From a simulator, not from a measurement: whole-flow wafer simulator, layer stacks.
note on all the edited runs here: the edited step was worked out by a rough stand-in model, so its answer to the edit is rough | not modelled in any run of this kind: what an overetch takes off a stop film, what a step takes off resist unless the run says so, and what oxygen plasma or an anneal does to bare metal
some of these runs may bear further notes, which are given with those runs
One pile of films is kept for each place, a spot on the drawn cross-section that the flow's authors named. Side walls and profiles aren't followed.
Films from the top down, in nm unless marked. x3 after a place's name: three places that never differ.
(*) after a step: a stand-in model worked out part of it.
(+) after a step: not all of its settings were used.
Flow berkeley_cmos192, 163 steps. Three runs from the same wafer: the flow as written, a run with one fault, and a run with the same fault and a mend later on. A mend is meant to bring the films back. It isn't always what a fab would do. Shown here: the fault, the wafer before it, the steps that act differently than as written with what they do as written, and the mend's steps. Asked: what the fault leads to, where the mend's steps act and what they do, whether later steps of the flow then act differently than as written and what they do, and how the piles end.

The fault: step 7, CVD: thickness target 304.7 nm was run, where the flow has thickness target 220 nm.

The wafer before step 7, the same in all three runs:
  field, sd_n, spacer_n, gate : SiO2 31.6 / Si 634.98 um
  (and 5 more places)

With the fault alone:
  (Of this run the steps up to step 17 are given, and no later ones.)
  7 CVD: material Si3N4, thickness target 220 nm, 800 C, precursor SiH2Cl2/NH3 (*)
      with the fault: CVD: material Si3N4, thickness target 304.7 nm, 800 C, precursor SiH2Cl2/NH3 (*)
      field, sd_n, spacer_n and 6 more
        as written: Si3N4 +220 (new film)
        with the fault: Si3N4 +304.7 (new film)
  Later steps of the flow that act differently than as written:
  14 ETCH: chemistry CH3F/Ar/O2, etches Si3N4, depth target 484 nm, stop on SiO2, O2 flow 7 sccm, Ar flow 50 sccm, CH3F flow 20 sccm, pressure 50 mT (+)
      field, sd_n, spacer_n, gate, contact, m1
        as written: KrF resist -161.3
        with the fault: KrF resist -217.8
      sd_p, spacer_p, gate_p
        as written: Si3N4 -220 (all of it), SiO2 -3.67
        with the fault: Si3N4 -304.7 (all of it), SiO2 -3.67
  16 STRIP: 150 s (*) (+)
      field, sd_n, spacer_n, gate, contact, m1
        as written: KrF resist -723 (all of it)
        with the fault: KrF resist -666.6 (all of it)
  After step 17 the piles differ from the flow's by more than 2% or 0.5 nm, whichever is larger, at field, sd_n, spacer_n, gate, contact, m1.
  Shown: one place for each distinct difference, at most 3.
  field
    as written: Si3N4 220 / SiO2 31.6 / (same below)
    with the fault: Si3N4 304.7 / SiO2 31.6 / (same below)

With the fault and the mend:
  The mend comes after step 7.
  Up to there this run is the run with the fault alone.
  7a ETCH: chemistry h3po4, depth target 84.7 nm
      field, sd_n, spacer_n and 6 more
        Si3N4 -84.7
  No later step of the flow acts differently than as written at any place that is followed.
  At the end the piles are the same as the flow's at every place that both follow.
